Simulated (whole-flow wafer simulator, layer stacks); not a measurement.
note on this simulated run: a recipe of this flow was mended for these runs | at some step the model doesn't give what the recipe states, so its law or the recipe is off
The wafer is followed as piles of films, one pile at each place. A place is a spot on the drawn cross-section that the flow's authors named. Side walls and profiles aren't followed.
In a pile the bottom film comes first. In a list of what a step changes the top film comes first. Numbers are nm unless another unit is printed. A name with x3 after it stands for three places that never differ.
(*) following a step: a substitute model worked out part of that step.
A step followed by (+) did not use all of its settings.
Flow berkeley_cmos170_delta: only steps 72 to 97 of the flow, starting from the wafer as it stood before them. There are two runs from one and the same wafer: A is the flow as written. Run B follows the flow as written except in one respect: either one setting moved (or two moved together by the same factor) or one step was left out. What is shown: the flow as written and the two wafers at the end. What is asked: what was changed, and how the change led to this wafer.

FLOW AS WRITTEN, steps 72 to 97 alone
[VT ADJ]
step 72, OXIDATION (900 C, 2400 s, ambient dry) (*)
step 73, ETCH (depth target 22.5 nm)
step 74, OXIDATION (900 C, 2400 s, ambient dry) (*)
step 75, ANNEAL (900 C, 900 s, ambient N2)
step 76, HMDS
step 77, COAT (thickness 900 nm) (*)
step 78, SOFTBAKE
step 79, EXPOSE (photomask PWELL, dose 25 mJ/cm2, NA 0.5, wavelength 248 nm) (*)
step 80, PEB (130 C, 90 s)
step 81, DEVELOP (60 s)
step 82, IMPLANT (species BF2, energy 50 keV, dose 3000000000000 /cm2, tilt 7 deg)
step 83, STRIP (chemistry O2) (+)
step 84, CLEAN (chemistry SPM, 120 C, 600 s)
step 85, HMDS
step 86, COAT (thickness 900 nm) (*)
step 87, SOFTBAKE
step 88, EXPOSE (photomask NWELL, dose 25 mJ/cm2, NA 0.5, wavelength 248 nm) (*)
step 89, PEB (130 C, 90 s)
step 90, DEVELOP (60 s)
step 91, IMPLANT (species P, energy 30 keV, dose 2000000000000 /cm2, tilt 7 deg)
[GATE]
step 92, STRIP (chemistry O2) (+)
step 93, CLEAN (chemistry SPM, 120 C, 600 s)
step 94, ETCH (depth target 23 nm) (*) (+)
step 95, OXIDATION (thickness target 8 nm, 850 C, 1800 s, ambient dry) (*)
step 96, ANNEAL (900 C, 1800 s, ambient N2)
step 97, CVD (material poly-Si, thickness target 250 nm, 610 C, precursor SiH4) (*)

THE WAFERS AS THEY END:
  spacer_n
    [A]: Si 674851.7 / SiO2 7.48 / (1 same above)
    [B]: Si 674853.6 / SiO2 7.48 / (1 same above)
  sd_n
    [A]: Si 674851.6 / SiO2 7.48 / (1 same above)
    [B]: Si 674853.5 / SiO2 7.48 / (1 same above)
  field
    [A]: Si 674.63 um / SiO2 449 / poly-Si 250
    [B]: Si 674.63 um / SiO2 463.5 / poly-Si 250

What caused this: step 73, ETCH: depth target 7.875 nm was run, whereas the flow has depth target 22.5 nm.

The path from the change to this, step by step:
  step 73, ETCH (depth target 22.5 nm)
      sd_n, spacer_n, gate, sd_p, spacer_p, gate_p, contact, m1: A SiO2 loses 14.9 (all of it) | B SiO2 loses 7.87
      field: A SiO2 loses 22.5 | B SiO2 loses 7.88
  step 74, OXIDATION (900 C, 2400 s, ambient dry) (*)
      sd_n, spacer_n, gate, sd_p, spacer_p, gate_p, contact, m1: A SiO2 gains 14.9 (new film), Si loses 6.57 | B SiO2 gains 10.5, Si loses 4.63
  step 94, ETCH (depth target 23 nm) (*) (+)
      sd_n, spacer_n, gate, sd_p, spacer_p, gate_p, contact, m1: A SiO2 loses 14.9 (all of it) | B SiO2 loses 17.6 (all of it)
